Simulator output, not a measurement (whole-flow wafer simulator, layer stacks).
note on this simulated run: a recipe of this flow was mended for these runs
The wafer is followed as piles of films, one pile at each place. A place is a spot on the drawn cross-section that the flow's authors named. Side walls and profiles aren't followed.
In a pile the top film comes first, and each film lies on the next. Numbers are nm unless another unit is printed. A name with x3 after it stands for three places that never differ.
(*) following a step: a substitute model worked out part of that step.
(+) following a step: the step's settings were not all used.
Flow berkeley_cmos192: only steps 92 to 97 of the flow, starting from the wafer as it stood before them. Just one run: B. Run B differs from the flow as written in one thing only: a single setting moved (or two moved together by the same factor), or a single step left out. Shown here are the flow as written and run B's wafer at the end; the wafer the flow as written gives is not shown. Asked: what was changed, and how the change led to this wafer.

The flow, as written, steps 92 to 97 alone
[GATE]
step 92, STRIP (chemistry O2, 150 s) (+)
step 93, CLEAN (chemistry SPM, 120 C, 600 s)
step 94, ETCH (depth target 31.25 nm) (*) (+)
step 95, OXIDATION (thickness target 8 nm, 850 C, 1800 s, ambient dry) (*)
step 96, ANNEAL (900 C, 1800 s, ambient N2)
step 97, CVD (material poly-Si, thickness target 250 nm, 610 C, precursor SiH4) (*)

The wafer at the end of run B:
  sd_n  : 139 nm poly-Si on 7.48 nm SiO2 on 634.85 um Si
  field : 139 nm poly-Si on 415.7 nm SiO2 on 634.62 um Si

Cause: step 97, CVD: thickness target 139 nm was run, though the flow has thickness target 250 nm.
The wafer itself shows it: sd_n has poly-Si 139, and step 97 as written asks for 250 nm.

How this came from the change, step by step:
  step 97, CVD (material poly-Si, thickness target 250 nm, 610 C, precursor SiH4) (*)
      field, sd_n, spacer_n, gate, sd_p, spacer_p x2, contact, m1: poly-Si gains 139 (new film) (it would be, as written: poly-Si gains 250 (new film))
